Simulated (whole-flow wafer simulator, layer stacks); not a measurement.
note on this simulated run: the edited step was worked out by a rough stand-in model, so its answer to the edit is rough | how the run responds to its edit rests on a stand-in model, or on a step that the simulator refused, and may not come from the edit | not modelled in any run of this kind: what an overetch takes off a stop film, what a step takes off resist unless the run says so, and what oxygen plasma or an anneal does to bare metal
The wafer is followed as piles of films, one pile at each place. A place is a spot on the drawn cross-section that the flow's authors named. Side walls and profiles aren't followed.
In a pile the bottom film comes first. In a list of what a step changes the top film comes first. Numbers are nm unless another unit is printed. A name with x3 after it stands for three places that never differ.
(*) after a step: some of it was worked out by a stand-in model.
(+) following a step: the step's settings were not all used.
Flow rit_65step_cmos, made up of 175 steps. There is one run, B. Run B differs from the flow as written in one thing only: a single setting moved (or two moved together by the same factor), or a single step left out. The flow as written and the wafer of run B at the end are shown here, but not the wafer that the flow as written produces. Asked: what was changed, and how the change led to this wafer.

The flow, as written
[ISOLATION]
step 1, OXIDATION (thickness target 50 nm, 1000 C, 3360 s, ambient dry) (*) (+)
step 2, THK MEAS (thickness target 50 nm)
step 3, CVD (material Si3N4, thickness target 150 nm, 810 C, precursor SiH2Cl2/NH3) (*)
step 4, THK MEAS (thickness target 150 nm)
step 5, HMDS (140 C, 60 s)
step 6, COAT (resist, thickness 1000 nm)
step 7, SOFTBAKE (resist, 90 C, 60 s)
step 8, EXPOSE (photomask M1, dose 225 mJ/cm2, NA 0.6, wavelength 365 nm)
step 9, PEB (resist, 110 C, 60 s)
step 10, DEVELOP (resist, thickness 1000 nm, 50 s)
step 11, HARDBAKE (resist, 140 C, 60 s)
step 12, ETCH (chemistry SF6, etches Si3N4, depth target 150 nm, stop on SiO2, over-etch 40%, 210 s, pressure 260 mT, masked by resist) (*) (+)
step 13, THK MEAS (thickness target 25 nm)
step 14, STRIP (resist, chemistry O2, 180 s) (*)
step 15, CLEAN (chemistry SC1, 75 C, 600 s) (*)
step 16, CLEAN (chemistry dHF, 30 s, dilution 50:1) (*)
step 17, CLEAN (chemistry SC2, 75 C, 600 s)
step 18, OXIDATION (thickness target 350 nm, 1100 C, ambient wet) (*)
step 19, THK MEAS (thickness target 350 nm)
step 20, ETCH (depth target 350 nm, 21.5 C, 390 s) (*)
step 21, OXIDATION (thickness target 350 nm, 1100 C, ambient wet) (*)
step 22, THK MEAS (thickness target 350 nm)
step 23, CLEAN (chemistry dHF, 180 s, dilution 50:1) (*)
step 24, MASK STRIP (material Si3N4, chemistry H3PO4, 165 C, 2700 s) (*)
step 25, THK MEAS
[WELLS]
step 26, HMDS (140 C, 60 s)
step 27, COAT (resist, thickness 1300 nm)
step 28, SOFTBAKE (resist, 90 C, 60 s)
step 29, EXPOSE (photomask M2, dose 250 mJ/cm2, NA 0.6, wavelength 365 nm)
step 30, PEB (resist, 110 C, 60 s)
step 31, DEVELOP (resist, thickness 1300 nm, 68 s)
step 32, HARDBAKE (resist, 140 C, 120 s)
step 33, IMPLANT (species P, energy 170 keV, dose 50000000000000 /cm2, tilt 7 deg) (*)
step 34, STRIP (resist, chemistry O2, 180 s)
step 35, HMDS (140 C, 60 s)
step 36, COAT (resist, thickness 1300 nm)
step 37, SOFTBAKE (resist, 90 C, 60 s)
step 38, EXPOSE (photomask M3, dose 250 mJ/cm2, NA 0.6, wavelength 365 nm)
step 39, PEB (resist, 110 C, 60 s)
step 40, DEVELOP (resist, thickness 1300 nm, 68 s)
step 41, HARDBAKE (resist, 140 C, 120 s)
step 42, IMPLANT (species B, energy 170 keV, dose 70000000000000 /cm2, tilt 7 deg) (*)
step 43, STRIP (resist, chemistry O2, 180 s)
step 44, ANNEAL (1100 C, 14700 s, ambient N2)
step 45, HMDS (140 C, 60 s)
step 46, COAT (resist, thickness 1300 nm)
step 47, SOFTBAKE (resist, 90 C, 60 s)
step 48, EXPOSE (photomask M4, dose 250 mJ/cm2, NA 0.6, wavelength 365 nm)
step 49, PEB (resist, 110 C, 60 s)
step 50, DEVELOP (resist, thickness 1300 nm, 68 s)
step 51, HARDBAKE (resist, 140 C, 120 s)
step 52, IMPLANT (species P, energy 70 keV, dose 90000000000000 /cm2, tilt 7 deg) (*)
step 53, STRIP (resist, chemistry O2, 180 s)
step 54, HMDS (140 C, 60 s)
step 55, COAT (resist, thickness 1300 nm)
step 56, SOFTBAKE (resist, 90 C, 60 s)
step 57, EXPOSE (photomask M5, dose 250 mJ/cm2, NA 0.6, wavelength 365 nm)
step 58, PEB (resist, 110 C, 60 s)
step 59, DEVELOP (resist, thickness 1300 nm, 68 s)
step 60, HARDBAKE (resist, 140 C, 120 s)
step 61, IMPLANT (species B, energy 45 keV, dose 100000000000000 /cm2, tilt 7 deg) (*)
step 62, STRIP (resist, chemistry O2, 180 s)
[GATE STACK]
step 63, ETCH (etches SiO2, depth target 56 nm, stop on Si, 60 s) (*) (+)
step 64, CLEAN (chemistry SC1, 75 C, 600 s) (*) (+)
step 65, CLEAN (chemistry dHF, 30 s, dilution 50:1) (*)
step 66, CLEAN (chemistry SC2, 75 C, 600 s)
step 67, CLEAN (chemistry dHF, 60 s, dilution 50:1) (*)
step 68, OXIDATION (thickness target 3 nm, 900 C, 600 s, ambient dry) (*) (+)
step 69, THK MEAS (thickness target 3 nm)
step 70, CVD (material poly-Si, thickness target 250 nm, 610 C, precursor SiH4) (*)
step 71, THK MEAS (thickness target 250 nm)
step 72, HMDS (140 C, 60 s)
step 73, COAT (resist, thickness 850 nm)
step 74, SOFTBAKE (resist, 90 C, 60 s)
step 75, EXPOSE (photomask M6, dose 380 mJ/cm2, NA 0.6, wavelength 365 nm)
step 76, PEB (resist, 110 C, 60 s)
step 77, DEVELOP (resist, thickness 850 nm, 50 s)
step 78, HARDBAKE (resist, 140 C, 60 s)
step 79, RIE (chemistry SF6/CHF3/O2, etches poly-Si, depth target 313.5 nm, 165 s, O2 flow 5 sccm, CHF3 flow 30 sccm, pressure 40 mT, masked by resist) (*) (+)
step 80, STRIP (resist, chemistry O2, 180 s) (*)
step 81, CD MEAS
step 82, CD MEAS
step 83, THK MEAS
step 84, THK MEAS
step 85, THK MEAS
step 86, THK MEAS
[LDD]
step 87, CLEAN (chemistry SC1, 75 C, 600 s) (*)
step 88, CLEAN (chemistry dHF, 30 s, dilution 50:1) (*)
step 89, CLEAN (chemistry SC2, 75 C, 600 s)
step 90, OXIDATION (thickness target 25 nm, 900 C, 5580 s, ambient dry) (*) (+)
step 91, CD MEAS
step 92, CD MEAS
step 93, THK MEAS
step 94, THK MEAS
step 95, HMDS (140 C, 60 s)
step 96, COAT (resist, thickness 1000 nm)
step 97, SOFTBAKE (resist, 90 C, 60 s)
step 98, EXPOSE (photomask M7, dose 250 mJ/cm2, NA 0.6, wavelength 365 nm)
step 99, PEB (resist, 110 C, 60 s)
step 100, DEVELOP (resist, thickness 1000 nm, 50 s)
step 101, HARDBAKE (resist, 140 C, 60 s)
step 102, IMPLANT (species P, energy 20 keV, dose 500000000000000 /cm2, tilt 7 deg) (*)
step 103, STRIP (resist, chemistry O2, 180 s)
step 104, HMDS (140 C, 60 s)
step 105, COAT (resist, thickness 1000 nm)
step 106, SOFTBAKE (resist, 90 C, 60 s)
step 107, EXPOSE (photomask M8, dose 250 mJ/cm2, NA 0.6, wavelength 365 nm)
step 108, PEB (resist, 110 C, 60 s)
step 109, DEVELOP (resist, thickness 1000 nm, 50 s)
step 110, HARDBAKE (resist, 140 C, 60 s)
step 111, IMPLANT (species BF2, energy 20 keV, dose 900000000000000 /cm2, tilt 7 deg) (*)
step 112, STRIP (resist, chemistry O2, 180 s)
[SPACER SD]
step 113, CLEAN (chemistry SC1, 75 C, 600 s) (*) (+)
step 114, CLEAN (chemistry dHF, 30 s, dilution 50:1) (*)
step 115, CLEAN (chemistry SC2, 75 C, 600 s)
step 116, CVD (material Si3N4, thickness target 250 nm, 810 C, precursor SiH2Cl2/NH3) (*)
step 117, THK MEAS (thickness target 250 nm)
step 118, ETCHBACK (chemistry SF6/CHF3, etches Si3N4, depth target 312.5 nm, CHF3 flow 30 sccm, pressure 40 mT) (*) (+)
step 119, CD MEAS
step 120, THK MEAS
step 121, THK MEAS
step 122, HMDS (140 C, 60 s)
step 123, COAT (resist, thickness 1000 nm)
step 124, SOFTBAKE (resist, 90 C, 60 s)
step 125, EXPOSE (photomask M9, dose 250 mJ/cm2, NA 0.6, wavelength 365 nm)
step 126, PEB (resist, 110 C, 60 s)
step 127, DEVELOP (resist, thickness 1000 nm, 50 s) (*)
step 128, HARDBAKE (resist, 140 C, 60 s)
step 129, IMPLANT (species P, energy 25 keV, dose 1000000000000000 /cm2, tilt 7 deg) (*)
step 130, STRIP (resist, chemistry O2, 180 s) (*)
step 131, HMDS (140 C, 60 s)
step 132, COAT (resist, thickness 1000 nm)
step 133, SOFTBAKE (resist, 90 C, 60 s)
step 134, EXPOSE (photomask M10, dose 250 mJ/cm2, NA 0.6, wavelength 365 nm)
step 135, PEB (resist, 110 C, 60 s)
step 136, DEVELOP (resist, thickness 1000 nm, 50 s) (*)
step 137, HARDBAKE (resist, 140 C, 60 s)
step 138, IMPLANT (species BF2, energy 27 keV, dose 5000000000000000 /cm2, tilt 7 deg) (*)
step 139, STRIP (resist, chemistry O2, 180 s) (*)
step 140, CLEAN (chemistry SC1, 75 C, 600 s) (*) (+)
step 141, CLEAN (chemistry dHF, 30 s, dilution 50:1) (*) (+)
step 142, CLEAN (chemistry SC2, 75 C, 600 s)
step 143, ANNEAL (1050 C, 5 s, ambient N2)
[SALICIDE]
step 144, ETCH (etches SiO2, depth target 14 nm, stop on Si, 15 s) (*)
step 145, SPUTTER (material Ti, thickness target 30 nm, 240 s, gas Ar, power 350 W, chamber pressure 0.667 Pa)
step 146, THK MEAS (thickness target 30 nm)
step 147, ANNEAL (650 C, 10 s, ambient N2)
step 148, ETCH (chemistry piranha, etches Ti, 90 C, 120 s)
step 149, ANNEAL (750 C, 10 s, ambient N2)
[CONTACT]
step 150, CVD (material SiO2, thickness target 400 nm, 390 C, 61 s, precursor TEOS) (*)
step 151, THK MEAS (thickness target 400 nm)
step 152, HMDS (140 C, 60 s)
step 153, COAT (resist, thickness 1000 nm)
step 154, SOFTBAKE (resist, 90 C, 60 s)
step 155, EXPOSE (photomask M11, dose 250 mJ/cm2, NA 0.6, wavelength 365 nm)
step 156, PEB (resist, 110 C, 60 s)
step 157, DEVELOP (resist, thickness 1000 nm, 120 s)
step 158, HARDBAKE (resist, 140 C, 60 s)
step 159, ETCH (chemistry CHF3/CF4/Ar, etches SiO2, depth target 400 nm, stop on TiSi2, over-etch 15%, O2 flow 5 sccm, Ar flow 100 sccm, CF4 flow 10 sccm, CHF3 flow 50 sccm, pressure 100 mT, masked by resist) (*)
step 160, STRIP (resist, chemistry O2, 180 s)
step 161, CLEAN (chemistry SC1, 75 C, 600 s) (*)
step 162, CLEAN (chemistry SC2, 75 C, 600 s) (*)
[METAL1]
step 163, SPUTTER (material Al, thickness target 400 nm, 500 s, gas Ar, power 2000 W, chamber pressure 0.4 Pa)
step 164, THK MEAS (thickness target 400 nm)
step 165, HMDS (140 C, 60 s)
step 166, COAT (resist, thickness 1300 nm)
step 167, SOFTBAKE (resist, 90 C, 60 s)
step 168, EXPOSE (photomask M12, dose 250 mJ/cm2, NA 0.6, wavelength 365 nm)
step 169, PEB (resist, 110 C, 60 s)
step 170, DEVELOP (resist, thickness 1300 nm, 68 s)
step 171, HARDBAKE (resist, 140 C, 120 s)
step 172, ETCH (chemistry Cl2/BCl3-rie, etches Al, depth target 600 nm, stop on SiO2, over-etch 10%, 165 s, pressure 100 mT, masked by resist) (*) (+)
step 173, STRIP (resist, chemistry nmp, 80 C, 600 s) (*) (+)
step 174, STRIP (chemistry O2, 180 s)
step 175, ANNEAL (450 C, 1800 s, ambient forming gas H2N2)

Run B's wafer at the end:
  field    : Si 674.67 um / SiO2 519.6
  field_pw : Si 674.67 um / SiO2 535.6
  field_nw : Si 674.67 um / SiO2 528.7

Cause: step 1, OXIDATION: 1100 C was run, while the flow as written has 1000 C.

How this came from the change, step by step:
  step 1, OXIDATION (thickness target 50 nm, 1000 C, 3360 s, ambient dry) (*) (+)
      field, field_pw, field_nw and 11 more: SiO2 gains 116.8 (new film), Si loses 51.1 (as written it would have been: SiO2 gains 51.1 (new film), Si loses 22.2)
  step 18, OXIDATION (thickness target 350 nm, 1100 C, ambient wet) (*)
      field, field_p: SiO2 gains 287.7, Si loses 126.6 (as written it would have been: SiO2 gains 328.1, Si loses 144.1)
      field_pw, field_nw: SiO2 gains 287.7, Si loses 126.6 (as written it would have been: SiO2 gains 332.2, Si loses 146.2)
  step 20, ETCH (depth target 350 nm, 21.5 C, 390 s) (*)
      field, field_p: SiO2 loses 376.5 (all of it), Si loses 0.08 (as written it would have been: SiO2 loses 351.3 (all of it), Si loses 0.56)
      field_pw, field_nw: SiO2 loses 376.5 (all of it), Si loses 0.08 (as written it would have been: SiO2 loses 355.4 (all of it), Si loses 0.49)
  step 27, COAT (resist, thickness 1300 nm)
      field: resist gains 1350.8 (new film) (as written it would have been: resist gains 1315.7 (new film))
      field_p: resist gains 1350.6 (new film) (as written it would have been: resist gains 1315.6 (new film))
  step 30, PEB (resist, 110 C, 60 s)
      field, field_p: resist loses 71 (as written it would have been: resist loses 69.2)
  step 31, DEVELOP (resist, thickness 1300 nm, 68 s)
      field_p: resist loses 1279.5 (all of it) (as written it would have been: resist loses 1246.4 (all of it))
  step 32, HARDBAKE (resist, 140 C, 120 s)
      field: resist loses 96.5 (as written it would have been: resist loses 94)
  step 34, STRIP (resist, chemistry O2, 180 s)
      field: resist loses 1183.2 (all of it) (as written it would have been: resist loses 1152.5 (all of it))
  step 36, COAT (resist, thickness 1300 nm)
      field: resist gains 1350.8 (new film) (as written it would have been: resist gains 1315.7 (new film))
      field_p: resist gains 1350.6 (new film) (as written it would have been: resist gains 1315.6 (new film))
  step 39, PEB (resist, 110 C, 60 s)
      field, field_p: resist loses 71 (as written it would have been: resist loses 69.2)
  step 40, DEVELOP (resist, thickness 1300 nm, 68 s)
      field: resist loses 1279.7 (all of it) (as written it would have been: resist loses 1246.5 (all of it))
  step 41, HARDBAKE (resist, 140 C, 120 s)
      field_p: resist loses 96.4 (as written it would have been: resist loses 94)
  step 43, STRIP (resist, chemistry O2, 180 s)
      field_p: resist loses 1183.1 (all of it) (as written it would have been: resist loses 1152.5 (all of it))
  step 46, COAT (resist, thickness 1300 nm)
      field: resist gains 1350.8 (new film) (as written it would have been: resist gains 1315.7 (new film))
      field_p: resist gains 1350.6 (new film) (as written it would have been: resist gains 1315.6 (new film))
  step 49, PEB (resist, 110 C, 60 s)
      field, field_p: resist loses 71 (as written it would have been: resist loses 69.2)
  step 50, DEVELOP (resist, thickness 1300 nm, 68 s)
      field_p: resist loses 1279.5 (all of it) (as written it would have been: resist loses 1246.4 (all of it))
  ... 37 other steps ...
  step 170, DEVELOP (resist, thickness 1300 nm, 68 s)
      gate_n: resist loses 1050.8 (all of it) (as written it would have been: resist loses 1072.6 (all of it))
      spacer: resist loses 1036.4 (all of it) (as written it would have been: resist loses 1058.9 (all of it))
